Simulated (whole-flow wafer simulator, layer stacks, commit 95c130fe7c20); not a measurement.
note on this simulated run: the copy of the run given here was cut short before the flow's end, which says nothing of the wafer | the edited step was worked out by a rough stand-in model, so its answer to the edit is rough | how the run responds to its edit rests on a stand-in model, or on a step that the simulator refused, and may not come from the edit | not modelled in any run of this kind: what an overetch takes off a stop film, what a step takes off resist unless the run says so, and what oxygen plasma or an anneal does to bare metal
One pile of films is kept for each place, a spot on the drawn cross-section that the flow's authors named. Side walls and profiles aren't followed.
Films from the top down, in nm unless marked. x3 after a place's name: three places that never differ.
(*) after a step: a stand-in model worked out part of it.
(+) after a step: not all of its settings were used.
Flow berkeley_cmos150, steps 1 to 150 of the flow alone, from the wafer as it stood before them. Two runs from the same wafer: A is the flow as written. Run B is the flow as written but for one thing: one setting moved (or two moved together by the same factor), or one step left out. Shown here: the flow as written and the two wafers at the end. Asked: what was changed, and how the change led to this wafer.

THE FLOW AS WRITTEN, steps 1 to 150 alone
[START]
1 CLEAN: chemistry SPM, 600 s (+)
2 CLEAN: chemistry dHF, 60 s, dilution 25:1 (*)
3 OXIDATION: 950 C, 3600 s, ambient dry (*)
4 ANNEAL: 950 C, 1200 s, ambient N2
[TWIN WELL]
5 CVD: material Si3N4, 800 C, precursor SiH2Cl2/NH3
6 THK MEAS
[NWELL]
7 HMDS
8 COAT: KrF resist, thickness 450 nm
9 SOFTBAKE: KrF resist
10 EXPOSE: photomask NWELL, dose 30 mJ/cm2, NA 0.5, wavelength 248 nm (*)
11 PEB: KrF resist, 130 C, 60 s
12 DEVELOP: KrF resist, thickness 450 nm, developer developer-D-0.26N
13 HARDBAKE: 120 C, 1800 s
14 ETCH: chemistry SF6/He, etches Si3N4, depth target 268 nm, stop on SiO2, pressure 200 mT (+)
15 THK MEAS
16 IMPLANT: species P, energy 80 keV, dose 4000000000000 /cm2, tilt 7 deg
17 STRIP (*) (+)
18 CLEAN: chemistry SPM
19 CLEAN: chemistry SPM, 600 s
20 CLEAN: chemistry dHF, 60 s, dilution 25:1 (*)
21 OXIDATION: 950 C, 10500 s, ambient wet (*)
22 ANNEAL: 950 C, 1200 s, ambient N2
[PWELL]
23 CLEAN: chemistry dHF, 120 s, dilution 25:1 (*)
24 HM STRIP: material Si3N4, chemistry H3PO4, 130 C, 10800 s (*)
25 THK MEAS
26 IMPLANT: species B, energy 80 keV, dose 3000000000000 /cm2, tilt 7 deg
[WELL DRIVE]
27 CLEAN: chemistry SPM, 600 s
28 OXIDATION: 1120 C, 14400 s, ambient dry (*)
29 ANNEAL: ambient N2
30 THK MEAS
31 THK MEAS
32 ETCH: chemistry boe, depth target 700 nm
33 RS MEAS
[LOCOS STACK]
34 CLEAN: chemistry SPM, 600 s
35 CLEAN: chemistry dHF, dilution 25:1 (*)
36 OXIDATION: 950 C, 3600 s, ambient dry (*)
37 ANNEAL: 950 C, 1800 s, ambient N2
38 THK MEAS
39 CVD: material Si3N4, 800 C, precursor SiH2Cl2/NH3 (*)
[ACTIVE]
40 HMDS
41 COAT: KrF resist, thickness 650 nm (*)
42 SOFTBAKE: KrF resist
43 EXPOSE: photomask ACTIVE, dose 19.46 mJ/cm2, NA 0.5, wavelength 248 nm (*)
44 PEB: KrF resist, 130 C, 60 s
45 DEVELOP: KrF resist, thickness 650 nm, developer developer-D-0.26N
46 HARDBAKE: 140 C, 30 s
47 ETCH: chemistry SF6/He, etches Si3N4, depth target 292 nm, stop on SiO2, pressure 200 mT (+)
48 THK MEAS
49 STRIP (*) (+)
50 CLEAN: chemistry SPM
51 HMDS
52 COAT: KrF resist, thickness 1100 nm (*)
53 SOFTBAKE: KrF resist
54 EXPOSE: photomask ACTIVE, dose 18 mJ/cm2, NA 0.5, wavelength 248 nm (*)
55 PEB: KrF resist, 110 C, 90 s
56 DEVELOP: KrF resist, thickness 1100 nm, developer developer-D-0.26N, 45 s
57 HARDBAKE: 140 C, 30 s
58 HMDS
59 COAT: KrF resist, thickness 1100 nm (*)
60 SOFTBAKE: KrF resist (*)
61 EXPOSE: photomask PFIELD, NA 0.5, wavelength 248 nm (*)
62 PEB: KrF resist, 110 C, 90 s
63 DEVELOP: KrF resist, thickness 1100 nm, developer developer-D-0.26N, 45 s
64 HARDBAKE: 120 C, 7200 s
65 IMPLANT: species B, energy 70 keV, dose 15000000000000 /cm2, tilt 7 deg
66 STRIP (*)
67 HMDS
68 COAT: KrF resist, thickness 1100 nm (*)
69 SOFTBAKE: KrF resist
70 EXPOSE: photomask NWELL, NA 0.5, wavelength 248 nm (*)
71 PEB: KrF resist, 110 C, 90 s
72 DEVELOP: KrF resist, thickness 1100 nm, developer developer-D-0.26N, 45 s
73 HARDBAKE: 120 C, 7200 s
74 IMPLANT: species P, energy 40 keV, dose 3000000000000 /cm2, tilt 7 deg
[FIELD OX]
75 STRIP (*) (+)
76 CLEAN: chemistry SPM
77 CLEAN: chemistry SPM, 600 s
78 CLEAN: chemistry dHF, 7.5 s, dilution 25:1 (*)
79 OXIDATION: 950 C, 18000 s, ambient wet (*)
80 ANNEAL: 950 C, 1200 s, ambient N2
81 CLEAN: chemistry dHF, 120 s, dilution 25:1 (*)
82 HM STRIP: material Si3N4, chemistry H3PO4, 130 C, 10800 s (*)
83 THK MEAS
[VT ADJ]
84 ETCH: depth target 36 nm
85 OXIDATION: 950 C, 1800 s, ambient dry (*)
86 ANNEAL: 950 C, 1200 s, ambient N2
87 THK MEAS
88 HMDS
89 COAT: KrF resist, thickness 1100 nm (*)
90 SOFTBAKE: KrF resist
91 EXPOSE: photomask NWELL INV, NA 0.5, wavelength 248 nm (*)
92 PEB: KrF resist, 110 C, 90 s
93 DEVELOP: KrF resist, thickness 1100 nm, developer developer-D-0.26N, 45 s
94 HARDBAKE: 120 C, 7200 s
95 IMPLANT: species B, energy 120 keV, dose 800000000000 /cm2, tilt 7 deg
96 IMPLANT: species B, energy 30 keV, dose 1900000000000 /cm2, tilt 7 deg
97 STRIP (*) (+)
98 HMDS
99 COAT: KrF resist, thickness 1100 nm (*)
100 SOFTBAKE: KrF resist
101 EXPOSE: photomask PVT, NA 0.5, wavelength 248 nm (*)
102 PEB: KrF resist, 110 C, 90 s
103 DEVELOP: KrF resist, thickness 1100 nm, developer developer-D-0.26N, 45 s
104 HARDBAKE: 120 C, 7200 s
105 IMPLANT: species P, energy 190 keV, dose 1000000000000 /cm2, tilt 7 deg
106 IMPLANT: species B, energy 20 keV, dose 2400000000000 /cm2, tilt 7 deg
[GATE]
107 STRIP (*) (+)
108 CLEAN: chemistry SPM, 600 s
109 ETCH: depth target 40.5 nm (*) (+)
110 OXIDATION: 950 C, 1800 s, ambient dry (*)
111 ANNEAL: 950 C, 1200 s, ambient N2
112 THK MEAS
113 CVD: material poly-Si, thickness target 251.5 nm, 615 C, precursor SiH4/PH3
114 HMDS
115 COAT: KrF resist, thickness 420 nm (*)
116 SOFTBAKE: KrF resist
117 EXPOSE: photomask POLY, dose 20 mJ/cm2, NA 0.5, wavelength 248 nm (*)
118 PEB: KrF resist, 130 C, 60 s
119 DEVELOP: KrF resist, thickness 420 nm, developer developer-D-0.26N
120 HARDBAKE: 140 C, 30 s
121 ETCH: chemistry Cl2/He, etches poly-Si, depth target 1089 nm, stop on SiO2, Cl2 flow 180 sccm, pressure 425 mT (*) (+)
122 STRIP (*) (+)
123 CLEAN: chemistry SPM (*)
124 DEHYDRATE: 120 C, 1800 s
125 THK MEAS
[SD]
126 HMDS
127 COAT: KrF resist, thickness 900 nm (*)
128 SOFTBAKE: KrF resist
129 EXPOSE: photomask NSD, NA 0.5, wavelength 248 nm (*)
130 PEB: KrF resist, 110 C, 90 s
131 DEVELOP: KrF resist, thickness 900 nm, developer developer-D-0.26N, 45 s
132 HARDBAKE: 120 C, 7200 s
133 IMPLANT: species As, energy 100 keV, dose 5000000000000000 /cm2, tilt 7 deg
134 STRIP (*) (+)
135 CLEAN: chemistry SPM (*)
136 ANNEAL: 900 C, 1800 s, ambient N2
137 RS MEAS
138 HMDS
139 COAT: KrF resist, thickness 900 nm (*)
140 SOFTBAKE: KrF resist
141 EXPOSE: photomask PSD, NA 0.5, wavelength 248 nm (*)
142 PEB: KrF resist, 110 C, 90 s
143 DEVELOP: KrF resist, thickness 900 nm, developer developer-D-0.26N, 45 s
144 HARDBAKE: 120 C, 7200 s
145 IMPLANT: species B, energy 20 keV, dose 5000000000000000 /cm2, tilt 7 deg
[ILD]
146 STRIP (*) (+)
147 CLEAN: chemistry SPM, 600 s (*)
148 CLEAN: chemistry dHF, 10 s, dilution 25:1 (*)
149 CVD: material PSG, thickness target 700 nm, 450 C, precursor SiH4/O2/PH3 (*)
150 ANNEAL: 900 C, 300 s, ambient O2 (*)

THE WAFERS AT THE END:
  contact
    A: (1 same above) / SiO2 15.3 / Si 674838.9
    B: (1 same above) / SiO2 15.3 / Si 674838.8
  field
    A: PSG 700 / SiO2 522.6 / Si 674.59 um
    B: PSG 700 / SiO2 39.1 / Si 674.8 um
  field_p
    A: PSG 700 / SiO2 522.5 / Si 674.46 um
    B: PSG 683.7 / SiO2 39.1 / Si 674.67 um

The cause: step 79, OXIDATION: 808 C was run, where the flow has 950 C.

How the change led to this, step by step:
  79 OXIDATION: 950 C, 18000 s, ambient wet (*)
      gate_n, gate_p: A SiO2 +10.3 (new film), Si3N4 -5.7 | B SiO2 +0.72 (new film), Si3N4 -0.4, SiO2 +0.23, Si -0.11
      contact: A SiO2 +10.3 (new film), Si3N4 -5.7 | B SiO2 +0.72 (new film), Si3N4 -0.4, SiO2 +0.25, Si -0.11
      (and at 5 more places)
  81 CLEAN: chemistry dHF, 120 s, dilution 25:1 (*)
      sd_n, gate_n, sd_p, gate_p, contact, m1: A SiO2 -10.3 (all of it), Si3N4 -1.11 | B SiO2 -0.72 (all of it), Si3N4 -1.95
  82 HM STRIP: material Si3N4, chemistry H3PO4, 130 C, 10800 s (*)
      sd_n, gate_n, contact, m1: A Si3N4 -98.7 (all of it), SiO2 -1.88 | B Si3N4 -103.1 (all of it), SiO2 -1.84
      sd_p, gate_p: A Si3N4 -98.6 (all of it), SiO2 -1.88 | B Si3N4 -103 (all of it), SiO2 -1.84
  85 OXIDATION: 950 C, 1800 s, ambient dry (*)
      field, field_p: A SiO2 +2.35, Si -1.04 | B SiO2 +8, Si -3.52
      sd_n: A SiO2 +12.2, Si -5.35 | B SiO2 +18.8, Si -8.28
  89 COAT: KrF resist, thickness 1100 nm (*)
      field: A KrF resist +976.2 (new film) | B KrF resist +1064.7 (new film)
      field_p: A KrF resist +1087.8 (new film) | B KrF resist +1177.3 (new film)
      (and at 6 more places)
  92 PEB: KrF resist, 110 C, 90 s
      field: A KrF resist -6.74 | B KrF resist -7.37
      field_p: A KrF resist -7.53 | B KrF resist -8.16
      (and at 6 more places)
  93 DEVELOP: KrF resist, thickness 1100 nm, developer developer-D-0.26N, 45 s
      field: A KrF resist -969.5 (all of it) | B KrF resist -1057.3 (all of it)
      sd_n: A KrF resist -1234.3 (all of it) | B KrF resist -1085.7 (all of it)
      (and at 2 more places)
  94 HARDBAKE: 120 C, 7200 s
      field_p: A KrF resist -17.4 | B KrF resist -18.9
      sd_p: A KrF resist -21.4 | B KrF resist -18.9
      (and at 2 more places)
  97 STRIP (*) (+)
      field_p: A KrF resist -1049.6 (all of it) | B KrF resist -1137 (all of it)
      sd_p: A KrF resist -1273.5 (all of it) | B KrF resist -1135.3 (all of it)
      (and at 2 more places)
  99 COAT: KrF resist, thickness 1100 nm (*)
      field: A KrF resist +976.2 (new film) | B KrF resist +1064.7 (new film)
      field_p: A KrF resist +1087.8 (new film) | B KrF resist +1177.3 (new film)
      (and at 6 more places)
  102 PEB: KrF resist, 110 C, 90 s
      field: A KrF resist -6.74 | B KrF resist -7.37
      field_p: A KrF resist -7.53 | B KrF resist -8.16
      (and at 6 more places)
  103 DEVELOP: KrF resist, thickness 1100 nm, developer developer-D-0.26N, 45 s
      sd_p: A KrF resist -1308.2 (all of it) | B KrF resist -1167.5 (all of it)
      gate_p: A KrF resist -1282.6 (all of it) | B KrF resist -1163.2 (all of it)
  104 HARDBAKE: 120 C, 7200 s
      field: A KrF resist -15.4 | B KrF resist -17
      field_p: A KrF resist -17.4 | B KrF resist -18.9
      (and at 4 more places)
  107 STRIP (*) (+)
      field: A KrF resist -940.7 (all of it) | B KrF resist -1027 (all of it)
      field_p: A KrF resist -1049.6 (all of it) | B KrF resist -1137 (all of it)
      (and at 4 more places)
  109 ETCH: depth target 40.5 nm (*) (+)
      sd_n: A SiO2 -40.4 (all of it) | B SiO2 -20.4 (all of it)
  110 OXIDATION: 950 C, 1800 s, ambient dry (*)
      field, field_p: A SiO2 +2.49, Si -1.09 | B SiO2 +9.51, Si -4.18
  ... 14 more steps ...
  149 CVD: material PSG, thickness target 700 nm, 450 C, precursor SiH4/O2/PH3 (*)
      field_p: A PSG +700 (new film) | B PSG +683.7 (new film)
      sd_p: A PSG +639.5 (new film) | B PSG +684.4 (new film)
